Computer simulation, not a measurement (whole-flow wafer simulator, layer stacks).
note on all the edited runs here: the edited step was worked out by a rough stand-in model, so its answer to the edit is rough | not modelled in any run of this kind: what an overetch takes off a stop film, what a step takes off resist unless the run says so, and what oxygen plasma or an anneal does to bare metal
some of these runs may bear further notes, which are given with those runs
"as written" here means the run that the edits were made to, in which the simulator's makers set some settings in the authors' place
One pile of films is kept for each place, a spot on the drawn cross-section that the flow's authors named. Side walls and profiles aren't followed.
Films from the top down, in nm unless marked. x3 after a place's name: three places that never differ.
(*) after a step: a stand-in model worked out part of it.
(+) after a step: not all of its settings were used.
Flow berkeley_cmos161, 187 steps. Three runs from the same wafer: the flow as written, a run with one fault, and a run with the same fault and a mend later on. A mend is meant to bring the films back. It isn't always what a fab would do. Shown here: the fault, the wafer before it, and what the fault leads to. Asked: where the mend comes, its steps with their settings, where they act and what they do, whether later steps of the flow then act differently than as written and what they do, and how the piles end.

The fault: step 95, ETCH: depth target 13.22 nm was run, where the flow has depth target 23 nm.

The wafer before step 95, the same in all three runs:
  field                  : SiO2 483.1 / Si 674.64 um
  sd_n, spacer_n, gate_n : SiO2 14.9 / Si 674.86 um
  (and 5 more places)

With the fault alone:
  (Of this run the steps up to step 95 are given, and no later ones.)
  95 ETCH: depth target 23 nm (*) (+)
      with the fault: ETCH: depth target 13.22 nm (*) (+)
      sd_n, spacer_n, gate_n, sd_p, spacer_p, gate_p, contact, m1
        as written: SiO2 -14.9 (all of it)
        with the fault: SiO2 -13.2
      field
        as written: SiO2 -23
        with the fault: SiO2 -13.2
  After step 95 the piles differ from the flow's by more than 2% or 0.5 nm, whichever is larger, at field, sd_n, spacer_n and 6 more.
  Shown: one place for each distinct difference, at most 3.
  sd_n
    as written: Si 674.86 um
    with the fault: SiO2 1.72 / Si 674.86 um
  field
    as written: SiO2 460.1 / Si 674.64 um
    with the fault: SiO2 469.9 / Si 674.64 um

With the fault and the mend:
  The mend comes after step 95.
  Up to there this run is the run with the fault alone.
  95a ETCH: depth target 9.775 nm (*) (+) (the flow's step 95 once more, with other settings)
      sd_n, spacer_n, gate_n, sd_p, spacer_p, gate_p, contact, m1
        SiO2 -1.72 (all of it)
      field
        SiO2 -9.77
  No later step of the flow acts differently than as written, at any place that is followed, by more than 2% or 0.5 nm, whichever is larger.
  At the end the piles are the same as the flow's at every place that both follow.
